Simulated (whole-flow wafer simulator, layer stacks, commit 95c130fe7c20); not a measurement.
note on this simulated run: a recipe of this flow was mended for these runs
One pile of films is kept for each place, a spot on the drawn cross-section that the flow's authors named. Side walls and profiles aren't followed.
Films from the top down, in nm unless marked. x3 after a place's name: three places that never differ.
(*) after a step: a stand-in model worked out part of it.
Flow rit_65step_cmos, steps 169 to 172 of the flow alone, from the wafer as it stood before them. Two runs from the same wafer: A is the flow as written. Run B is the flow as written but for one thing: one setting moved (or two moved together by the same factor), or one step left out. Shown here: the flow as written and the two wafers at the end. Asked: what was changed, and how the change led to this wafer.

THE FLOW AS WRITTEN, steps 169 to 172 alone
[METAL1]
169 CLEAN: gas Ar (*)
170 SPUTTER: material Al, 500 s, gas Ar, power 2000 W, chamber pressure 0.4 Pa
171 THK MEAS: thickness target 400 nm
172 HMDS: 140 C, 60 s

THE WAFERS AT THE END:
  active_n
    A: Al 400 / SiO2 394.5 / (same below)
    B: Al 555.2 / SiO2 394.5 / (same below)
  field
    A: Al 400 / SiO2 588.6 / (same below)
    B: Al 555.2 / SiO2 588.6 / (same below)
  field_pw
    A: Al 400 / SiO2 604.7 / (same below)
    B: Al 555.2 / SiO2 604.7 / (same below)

The cause: step 170, SPUTTER: 694 s was run, where the flow has 500 s.

How the change led to this, step by step:
  170 SPUTTER: material Al, 500 s, gas Ar, power 2000 W, chamber pressure 0.4 Pa
      field, field_pw, field_nw and 10 more: A Al +400 (new film) | B Al +555.2 (new film)
      contact: A Al +255.4 (new film) | B Al +341.6 (new film)
